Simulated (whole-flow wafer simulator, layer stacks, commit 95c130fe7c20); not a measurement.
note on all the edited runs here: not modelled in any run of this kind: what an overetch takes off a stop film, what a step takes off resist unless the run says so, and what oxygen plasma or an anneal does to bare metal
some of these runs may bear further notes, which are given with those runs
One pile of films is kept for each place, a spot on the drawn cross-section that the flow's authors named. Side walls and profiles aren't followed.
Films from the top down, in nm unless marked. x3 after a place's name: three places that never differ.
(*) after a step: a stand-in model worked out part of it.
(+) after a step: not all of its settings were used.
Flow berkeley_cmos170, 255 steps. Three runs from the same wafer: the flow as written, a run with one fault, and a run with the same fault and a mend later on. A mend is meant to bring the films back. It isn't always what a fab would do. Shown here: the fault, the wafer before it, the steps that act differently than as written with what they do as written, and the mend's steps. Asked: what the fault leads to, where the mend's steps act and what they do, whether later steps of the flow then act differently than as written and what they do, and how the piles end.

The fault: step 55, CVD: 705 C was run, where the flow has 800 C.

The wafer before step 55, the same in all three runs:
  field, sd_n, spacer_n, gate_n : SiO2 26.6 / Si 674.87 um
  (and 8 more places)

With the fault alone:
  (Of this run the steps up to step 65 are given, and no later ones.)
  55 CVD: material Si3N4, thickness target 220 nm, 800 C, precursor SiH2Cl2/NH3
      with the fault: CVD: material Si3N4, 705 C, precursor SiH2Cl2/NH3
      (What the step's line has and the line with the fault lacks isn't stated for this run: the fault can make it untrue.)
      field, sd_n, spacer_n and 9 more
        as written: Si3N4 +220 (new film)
        with the fault: Si3N4 +49.1 (new film)
  Later steps of the flow that act differently than as written:
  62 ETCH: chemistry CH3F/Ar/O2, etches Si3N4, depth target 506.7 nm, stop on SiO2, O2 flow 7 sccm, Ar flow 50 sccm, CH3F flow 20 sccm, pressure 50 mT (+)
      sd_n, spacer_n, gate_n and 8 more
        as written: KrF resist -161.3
        with the fault: KrF resist -47.4
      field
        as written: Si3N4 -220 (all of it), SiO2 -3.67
        with the fault: Si3N4 -49.1 (all of it), SiO2 -3.67
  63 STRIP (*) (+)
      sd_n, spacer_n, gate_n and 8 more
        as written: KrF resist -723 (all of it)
        with the fault: KrF resist -837 (all of it)
  After step 65 the piles differ from the flow's by more than 2% or 0.5 nm, whichever is larger, at sd_n, spacer_n, gate_n and 8 more.
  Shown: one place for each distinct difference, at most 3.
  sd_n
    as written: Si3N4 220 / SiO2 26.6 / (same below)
    with the fault: Si3N4 49.1 / SiO2 26.6 / (same below)

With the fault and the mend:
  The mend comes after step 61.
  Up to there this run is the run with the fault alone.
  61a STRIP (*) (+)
      sd_n, spacer_n, gate_n and 8 more
        KrF resist -884.4 (all of it)
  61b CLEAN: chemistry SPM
      changes no film at any place that is followed
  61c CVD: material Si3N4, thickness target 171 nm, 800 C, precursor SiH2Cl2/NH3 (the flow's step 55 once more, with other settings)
      field, sd_n, spacer_n and 9 more
        Si3N4 +171
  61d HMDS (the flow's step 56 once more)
      changes no film at any place that is followed
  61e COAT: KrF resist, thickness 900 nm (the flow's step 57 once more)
      field, sd_n, spacer_n and 9 more
        KrF resist +900 (new film)
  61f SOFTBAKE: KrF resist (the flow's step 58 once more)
      changes no film at any place that is followed
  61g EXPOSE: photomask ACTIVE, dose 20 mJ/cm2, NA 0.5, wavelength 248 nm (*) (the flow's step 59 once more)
      changes no film at any place that is followed
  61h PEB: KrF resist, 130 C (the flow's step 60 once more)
      field, sd_n, spacer_n and 9 more
        KrF resist -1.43
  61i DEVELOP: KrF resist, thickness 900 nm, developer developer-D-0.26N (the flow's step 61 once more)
      sd_n, spacer_n, gate_n and 8 more
        KrF resist -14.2
      field
        KrF resist -898.6 (all of it)
  No later step of the flow acts differently than as written, at any place that is followed, by more than 2% or 0.5 nm, whichever is larger.
  At the end the piles are the same as the flow's at every place that both follow.
